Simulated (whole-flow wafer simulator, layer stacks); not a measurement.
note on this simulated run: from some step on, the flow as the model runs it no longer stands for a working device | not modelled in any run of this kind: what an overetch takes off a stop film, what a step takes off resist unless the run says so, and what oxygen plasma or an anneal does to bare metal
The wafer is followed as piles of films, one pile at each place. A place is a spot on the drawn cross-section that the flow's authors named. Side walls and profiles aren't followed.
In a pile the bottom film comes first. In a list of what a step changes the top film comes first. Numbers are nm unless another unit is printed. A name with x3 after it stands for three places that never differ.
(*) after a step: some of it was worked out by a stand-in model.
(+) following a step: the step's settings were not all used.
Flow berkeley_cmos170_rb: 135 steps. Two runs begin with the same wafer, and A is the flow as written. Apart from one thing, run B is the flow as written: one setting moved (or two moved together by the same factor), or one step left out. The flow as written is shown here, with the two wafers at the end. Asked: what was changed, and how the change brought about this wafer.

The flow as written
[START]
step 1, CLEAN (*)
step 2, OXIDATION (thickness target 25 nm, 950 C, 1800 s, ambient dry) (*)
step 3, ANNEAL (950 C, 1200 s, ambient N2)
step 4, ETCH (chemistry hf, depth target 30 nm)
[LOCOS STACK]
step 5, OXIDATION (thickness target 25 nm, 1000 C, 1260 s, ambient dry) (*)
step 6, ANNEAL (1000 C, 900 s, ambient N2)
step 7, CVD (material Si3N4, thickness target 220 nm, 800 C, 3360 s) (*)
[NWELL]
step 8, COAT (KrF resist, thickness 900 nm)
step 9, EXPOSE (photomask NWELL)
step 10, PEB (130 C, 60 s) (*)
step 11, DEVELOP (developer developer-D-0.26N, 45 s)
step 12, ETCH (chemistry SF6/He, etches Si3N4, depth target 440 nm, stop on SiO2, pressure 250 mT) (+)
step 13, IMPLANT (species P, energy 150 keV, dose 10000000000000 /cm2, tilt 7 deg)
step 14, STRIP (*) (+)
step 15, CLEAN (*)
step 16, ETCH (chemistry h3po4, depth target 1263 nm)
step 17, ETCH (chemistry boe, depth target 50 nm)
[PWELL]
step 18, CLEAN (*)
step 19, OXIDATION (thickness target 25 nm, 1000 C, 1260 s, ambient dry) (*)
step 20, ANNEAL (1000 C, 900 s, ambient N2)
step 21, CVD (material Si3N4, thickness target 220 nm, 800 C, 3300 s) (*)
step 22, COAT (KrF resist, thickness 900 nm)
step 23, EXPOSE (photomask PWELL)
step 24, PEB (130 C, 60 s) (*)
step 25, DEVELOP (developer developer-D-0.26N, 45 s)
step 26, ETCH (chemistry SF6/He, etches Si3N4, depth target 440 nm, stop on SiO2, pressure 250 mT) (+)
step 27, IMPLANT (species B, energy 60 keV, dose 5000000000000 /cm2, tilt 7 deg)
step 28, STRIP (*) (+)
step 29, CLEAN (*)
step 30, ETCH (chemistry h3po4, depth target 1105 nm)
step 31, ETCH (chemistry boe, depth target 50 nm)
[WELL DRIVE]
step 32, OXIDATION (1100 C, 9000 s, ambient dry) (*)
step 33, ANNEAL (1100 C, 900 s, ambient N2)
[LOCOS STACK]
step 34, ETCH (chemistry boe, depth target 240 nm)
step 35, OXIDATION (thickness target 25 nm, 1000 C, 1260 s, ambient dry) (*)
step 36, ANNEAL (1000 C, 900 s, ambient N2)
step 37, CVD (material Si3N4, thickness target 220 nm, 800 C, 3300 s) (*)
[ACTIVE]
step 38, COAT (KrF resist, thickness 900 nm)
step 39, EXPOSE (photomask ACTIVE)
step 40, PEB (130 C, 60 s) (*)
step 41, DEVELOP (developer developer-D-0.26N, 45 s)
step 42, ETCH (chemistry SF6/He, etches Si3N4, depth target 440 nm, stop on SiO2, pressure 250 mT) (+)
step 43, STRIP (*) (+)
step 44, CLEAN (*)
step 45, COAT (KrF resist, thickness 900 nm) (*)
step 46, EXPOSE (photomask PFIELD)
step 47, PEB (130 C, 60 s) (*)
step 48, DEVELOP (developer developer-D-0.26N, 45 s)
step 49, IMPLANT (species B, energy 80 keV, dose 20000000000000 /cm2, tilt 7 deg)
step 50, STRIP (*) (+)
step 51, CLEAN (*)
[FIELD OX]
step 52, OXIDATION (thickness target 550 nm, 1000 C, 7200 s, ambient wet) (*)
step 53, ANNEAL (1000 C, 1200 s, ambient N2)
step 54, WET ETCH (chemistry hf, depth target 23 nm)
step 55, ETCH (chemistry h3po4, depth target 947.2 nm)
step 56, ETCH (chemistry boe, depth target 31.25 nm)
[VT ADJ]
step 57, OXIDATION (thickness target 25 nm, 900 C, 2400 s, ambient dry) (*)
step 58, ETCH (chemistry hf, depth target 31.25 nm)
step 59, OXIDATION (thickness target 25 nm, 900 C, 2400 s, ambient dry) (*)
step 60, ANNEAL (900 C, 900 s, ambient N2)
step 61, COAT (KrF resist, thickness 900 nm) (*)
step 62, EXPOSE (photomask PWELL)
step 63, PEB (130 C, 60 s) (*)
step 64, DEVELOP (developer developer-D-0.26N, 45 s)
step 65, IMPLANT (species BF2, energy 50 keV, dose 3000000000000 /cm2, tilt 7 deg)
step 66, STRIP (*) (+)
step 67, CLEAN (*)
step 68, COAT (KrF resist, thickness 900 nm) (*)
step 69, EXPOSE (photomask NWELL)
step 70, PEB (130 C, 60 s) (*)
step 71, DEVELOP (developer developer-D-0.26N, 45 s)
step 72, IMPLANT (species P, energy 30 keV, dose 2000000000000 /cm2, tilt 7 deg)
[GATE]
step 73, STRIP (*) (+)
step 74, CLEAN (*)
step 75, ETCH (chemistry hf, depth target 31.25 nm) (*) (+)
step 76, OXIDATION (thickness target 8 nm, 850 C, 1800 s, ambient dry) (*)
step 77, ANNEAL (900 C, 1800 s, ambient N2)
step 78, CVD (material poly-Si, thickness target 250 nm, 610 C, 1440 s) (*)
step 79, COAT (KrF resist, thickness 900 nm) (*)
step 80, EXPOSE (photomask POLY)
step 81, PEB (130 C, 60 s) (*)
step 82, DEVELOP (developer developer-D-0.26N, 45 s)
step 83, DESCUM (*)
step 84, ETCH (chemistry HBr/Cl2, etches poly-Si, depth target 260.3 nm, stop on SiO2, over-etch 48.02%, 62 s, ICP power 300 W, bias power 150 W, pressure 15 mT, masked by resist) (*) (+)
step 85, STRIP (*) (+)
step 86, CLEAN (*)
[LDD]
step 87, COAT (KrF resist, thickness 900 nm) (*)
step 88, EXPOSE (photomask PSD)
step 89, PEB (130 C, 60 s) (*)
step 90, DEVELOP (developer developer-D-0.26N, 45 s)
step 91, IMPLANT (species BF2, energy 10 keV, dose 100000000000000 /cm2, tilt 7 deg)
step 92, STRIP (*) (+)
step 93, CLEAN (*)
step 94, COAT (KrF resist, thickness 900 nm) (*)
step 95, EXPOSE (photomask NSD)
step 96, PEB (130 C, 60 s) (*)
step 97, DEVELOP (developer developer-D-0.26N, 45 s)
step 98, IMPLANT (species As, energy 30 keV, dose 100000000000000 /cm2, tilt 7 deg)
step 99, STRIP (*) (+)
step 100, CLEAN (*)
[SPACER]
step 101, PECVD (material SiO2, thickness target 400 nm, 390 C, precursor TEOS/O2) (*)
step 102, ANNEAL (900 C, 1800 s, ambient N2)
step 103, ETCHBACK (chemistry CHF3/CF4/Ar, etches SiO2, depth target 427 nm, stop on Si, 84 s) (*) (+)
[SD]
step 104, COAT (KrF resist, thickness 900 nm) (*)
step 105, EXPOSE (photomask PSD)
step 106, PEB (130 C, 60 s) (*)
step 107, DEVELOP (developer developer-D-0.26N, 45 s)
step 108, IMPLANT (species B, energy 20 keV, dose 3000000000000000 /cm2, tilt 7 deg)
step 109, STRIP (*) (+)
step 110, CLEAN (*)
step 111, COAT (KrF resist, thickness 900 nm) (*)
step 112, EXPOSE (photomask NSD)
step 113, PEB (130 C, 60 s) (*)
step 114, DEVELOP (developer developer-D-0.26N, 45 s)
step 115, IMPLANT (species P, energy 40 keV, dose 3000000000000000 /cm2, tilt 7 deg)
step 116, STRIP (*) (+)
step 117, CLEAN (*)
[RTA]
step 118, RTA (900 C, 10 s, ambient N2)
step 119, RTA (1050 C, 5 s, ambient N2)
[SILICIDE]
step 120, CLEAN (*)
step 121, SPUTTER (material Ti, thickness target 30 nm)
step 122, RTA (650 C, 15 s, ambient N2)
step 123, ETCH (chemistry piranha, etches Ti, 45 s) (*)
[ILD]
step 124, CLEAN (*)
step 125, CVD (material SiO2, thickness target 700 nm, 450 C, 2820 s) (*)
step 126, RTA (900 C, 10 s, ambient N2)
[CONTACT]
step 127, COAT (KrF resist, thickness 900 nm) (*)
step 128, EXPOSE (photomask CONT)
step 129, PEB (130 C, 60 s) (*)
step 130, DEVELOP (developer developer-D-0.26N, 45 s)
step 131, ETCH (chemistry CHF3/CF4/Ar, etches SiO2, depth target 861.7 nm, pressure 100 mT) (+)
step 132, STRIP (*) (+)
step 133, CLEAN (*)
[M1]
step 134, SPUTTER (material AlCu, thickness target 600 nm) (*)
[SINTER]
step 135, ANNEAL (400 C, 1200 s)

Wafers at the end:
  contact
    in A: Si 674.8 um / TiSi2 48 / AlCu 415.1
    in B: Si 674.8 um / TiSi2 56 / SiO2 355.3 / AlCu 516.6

Cause: step 131, ETCH: depth target 344.7 nm was run, though the flow has depth target 861.7 nm.

Step by step, how the change led to this:
  step 131, ETCH (chemistry CHF3/CF4/Ar, etches SiO2, depth target 861.7 nm, pressure 100 mT) (+)
      contact: A -700 SiO2 (all of it), -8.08 TiSi2 | B -344.7 SiO2
      field, sd_n, spacer_n, gate, sd_p, spacer_p, gate_p, m1: A -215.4 KrF resist | B -86.2 KrF resist
  step 132, STRIP (*) (+)
      field: A -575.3 KrF resist (all of it) | B -704.5 KrF resist (all of it)
      sd_n: A -780.4 KrF resist (all of it) | B -909.6 KrF resist (all of it)
      (and at 6 other places as well)
  step 134, SPUTTER (material AlCu, thickness target 600 nm) (*)
      contact: A +415.1 AlCu (new film) | B +516.6 AlCu (new film)
